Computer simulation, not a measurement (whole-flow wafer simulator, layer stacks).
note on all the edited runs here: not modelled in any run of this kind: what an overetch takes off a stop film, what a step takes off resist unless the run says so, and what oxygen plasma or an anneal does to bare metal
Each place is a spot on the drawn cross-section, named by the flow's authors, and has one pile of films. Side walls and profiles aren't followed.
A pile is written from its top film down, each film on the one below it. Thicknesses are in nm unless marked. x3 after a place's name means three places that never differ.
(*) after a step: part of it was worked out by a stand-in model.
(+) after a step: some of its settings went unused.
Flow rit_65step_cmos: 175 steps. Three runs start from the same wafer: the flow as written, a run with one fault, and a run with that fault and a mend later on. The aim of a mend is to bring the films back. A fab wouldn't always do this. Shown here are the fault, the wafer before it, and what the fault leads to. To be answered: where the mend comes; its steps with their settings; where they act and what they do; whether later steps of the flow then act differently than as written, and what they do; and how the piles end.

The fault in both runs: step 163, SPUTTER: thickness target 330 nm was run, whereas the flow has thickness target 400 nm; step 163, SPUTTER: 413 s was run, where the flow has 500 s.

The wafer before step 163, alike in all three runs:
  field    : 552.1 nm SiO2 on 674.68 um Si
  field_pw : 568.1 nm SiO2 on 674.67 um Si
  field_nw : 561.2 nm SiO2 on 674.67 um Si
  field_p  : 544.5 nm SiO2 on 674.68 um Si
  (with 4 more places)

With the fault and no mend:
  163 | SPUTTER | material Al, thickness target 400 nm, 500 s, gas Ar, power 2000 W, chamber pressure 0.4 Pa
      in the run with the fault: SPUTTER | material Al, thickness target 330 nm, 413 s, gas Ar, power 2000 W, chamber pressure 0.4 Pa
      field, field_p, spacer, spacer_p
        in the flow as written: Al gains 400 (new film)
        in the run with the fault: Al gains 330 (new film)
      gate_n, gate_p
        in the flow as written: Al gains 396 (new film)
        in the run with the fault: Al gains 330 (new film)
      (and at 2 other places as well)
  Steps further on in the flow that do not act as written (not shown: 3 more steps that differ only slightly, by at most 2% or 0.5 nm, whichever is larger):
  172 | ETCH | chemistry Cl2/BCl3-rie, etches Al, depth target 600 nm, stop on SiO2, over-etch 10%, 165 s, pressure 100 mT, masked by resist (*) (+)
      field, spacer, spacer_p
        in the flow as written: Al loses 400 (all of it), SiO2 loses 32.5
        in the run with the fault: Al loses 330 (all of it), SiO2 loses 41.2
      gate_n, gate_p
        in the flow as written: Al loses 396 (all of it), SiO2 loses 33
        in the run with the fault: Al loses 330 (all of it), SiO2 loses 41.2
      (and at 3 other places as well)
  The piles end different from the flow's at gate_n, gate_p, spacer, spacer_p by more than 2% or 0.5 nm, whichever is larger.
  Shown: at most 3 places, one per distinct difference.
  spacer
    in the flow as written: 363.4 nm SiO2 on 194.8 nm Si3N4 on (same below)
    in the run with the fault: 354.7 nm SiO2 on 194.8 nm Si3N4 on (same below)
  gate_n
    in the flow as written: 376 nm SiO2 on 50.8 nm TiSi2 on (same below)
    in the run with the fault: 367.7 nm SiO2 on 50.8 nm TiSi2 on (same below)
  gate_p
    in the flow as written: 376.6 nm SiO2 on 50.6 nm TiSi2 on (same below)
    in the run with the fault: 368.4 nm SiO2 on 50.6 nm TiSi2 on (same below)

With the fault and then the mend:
  After step 164 comes the mend.
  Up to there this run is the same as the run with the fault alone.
  164a | ETCH | chemistry al pan, depth target 380.3 nm
      field, field_p, gate_n, gate_p, spacer, spacer_p
        Al loses 330 (all of it)
      field_pw
        Al loses 329.1 (all of it)
      field_nw
        Al loses 329.7 (all of it)
  164b | SPUTTER | material Al, thickness target 400 nm, 500 s, gas Ar, power 2000 W, chamber pressure 0.4 Pa (the flow's step 163 again)
      field, field_pw, field_p, spacer, spacer_p
        Al gains 400 (new film)
      gate_n, gate_p
        Al gains 396 (new film)
      field_nw
        Al gains 397.2 (new film)
  Later steps of the flow that are run all act as written at every place that is followed.
  At every place that both follow, the piles at the end match the flow's.
